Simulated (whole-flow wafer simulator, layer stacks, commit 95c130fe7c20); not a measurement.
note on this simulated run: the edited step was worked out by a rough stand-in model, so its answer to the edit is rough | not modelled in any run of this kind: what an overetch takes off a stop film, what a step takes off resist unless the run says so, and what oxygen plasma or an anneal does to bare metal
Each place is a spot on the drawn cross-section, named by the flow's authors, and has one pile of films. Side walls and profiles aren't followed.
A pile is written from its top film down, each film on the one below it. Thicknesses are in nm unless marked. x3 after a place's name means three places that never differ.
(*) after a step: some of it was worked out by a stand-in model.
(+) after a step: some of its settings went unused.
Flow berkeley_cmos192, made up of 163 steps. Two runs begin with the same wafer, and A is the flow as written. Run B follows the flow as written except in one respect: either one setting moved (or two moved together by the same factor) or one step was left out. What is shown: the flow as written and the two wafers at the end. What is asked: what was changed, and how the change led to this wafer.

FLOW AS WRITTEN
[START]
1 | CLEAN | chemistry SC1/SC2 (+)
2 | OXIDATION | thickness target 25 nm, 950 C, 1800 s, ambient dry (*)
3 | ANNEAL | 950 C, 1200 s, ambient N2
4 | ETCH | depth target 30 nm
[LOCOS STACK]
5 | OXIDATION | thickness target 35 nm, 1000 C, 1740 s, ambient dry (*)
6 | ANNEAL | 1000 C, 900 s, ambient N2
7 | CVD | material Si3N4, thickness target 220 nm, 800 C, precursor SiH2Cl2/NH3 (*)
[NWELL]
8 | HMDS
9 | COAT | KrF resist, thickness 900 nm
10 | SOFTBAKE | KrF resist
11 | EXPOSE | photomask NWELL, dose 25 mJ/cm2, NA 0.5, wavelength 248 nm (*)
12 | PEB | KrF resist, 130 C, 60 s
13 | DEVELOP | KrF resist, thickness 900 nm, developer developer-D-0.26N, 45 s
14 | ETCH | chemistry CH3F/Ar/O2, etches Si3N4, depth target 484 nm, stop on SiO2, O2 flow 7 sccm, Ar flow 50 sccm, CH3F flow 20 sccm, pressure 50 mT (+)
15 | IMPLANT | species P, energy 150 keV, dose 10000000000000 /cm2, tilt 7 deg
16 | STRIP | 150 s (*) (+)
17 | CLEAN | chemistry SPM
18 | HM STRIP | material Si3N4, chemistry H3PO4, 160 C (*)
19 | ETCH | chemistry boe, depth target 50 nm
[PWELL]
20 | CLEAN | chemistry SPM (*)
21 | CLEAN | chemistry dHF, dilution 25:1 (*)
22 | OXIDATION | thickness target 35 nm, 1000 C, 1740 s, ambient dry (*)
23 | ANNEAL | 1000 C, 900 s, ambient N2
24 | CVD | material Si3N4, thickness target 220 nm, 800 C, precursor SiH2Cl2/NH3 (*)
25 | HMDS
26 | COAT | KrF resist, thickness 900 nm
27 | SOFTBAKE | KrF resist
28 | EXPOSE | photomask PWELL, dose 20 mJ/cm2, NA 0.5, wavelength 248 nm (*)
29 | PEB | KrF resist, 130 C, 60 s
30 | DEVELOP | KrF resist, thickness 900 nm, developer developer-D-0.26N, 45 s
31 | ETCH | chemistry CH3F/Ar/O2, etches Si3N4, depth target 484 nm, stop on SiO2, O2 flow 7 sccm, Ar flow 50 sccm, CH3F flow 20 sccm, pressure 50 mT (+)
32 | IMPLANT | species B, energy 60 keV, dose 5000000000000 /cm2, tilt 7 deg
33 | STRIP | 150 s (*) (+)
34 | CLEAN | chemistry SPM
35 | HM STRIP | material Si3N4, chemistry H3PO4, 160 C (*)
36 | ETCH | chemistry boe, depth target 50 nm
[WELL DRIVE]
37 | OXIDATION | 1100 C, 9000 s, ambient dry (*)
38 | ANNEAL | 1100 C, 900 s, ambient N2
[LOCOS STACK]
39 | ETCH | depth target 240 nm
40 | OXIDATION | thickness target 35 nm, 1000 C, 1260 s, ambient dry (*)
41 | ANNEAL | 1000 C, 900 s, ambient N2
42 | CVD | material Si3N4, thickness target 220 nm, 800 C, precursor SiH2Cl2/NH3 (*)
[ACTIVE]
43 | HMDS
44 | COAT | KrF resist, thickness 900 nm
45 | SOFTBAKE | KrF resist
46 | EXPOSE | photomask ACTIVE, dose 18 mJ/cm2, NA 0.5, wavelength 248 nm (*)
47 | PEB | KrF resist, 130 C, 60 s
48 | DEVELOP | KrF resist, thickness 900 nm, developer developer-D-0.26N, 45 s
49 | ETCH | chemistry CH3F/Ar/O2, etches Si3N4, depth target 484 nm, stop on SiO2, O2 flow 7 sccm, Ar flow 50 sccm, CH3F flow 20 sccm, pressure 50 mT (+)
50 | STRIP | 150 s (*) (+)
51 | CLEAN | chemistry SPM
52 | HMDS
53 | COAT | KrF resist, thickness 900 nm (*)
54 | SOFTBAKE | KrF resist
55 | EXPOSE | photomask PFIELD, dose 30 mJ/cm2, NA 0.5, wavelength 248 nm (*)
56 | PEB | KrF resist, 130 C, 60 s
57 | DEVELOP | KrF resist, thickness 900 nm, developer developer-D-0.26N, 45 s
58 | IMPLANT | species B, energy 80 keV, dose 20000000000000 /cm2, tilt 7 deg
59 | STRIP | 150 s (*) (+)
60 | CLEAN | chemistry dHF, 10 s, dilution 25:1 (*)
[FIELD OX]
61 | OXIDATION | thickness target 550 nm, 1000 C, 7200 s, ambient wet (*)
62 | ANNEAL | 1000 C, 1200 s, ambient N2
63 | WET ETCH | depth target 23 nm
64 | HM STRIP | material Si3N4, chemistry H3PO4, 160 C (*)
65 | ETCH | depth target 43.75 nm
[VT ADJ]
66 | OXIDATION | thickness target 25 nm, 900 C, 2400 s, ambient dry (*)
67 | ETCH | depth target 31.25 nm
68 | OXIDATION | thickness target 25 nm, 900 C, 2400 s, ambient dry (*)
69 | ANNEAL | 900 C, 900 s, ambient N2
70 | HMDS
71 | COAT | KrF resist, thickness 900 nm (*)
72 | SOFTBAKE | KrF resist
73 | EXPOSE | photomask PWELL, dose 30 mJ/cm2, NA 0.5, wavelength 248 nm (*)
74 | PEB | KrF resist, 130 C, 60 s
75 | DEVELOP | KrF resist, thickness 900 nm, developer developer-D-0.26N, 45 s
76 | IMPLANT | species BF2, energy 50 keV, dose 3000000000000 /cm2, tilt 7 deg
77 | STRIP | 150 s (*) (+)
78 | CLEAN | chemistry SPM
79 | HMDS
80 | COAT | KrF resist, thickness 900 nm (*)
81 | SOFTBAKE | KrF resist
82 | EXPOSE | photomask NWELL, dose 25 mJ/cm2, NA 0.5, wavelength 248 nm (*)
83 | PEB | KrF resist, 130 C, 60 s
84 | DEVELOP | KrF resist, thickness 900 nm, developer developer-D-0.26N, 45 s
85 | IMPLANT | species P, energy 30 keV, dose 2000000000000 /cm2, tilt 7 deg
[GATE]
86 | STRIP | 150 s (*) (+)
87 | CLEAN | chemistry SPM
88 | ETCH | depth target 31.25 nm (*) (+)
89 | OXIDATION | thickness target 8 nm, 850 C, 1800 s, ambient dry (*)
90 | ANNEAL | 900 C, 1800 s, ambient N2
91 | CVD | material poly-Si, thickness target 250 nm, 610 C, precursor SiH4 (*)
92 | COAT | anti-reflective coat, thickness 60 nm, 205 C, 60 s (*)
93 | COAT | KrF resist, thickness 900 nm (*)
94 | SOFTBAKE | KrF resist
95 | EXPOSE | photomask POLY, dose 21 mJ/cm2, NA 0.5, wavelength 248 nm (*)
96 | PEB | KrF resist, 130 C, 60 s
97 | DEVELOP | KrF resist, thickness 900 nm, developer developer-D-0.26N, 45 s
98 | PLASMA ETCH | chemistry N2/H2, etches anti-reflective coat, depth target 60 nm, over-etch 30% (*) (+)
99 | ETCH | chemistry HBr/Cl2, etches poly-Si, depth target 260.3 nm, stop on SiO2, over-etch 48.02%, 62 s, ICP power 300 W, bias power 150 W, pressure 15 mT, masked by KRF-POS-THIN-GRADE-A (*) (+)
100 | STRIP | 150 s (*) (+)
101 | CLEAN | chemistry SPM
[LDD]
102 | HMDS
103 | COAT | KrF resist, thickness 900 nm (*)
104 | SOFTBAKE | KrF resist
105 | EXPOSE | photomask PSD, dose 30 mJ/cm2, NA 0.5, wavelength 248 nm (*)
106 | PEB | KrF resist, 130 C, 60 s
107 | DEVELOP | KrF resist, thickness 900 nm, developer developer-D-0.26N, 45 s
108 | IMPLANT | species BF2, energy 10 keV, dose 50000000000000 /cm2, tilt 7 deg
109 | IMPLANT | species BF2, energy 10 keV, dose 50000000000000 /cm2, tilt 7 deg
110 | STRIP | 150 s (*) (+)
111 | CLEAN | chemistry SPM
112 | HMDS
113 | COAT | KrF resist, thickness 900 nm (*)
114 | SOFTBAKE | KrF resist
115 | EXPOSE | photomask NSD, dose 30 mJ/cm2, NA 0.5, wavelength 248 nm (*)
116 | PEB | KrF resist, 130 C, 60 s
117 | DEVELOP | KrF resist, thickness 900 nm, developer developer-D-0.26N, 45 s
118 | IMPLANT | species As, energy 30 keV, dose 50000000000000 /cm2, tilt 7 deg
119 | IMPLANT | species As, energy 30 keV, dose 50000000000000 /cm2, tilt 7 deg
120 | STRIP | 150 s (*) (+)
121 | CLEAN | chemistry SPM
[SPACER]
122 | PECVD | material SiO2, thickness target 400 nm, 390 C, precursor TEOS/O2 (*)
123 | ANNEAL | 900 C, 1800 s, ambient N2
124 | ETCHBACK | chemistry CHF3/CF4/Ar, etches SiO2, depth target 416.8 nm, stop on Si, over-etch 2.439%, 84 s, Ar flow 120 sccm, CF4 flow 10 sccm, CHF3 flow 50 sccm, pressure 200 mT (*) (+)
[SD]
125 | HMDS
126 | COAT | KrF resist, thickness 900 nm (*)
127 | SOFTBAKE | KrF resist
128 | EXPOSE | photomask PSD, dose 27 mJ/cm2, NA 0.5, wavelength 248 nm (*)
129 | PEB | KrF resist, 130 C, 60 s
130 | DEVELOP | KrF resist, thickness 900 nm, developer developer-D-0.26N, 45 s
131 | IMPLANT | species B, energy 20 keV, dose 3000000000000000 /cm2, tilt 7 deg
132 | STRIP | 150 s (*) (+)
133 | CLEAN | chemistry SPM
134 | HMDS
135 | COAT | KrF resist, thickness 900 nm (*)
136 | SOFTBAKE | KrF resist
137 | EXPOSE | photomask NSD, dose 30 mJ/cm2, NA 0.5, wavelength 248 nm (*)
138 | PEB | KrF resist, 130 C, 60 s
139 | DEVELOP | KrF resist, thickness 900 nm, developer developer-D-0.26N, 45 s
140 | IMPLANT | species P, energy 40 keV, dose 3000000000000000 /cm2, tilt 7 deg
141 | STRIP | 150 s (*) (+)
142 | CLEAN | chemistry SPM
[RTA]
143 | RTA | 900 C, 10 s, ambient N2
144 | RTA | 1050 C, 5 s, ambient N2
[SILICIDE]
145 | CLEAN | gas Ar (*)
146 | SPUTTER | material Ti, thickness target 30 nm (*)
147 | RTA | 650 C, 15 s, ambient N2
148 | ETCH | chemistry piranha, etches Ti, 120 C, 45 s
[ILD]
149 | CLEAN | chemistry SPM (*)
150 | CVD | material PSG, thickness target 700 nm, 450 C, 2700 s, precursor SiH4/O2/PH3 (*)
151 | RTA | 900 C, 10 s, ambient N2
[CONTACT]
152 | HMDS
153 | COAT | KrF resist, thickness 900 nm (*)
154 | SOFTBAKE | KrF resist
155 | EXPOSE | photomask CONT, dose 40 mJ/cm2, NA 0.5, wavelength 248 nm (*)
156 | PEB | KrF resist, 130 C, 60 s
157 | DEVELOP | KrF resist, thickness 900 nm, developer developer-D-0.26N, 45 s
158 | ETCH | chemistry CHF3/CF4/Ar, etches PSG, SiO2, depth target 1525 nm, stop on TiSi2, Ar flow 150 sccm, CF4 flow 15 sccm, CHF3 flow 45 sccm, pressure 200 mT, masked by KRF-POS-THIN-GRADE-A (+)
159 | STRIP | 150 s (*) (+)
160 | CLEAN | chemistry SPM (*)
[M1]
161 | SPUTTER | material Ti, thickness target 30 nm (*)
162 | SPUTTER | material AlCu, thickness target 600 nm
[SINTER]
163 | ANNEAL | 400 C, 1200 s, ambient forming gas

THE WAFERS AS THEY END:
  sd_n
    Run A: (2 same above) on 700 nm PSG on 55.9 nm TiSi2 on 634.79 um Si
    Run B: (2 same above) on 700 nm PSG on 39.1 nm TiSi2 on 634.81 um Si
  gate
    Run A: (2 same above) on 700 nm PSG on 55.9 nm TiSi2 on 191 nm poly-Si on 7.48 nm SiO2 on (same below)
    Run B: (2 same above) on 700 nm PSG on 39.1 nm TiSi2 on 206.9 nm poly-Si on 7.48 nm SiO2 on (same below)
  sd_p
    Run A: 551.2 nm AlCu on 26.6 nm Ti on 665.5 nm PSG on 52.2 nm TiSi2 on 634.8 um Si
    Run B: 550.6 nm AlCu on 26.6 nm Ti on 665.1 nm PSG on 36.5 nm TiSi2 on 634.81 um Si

Cause: step 146, SPUTTER: thickness target 21 nm was run, whereas the flow has thickness target 30 nm.

Step by step, how the change led to this:
  146 | SPUTTER | material Ti, thickness target 30 nm (*)
      field, sd_n, spacer_n, gate, spacer_p, gate_p, contact, m1: A Ti gains 30 (new film) | B Ti gains 21 (new film)
      sd_p: A Ti gains 28 (new film) | B Ti gains 19.6 (new film)
  147 | RTA | 650 C, 15 s, ambient N2
      sd_n, contact, m1: A Ti loses 23.4, TiSi first gains 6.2 (new film), TiSi2 C49 gains 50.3 (new film), Si loses 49 | B Ti loses 16.4, TiSi2 C49 gains 41.7 (new film), Si loses 37.2
      gate, gate_p: A Ti loses 23.4, TiSi first gains 6.2 (new film), TiSi2 C49 gains 50.3 (new film), poly-Si loses 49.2 | B Ti loses 16.4, TiSi2 C49 gains 41.7 (new film), poly-Si loses 37.3
      (and at 1 other place as well)
  148 | ETCH | chemistry piranha, etches Ti, 120 C, 45 s
      sd_n, gate, gate_p, contact, m1: A Ti loses 6.6 (all of it), TiSi first loses 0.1 | B Ti loses 4.62 (all of it), TiSi2 C49 loses 0.1
      sd_p: A Ti loses 6.17 (all of it), TiSi first loses 0.1 | B Ti loses 4.32 (all of it), TiSi2 C49 loses 0.11
      (and at 3 other places as well)
  151 | RTA | 900 C, 10 s, ambient N2
      sd_n, contact, m1: A under 1 film: TiSi2 gains 55.9 (new film), TiSi first loses 6.09 (all of it), TiSi2 C49 loses 50.3 (all of it), Si loses 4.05 | B under 1 film: TiSi2 gains 39.1 (new film), TiSi2 C49 loses 41.6 (all of it)
      gate, gate_p: A under 1 film: TiSi2 gains 55.9 (new film), TiSi first loses 6.09 (all of it), TiSi2 C49 loses 50.3 (all of it), poly-Si loses 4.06 | B under 1 film: TiSi2 gains 39.1 (new film), TiSi2 C49 loses 41.6 (all of it)
      (and at 1 other place as well)
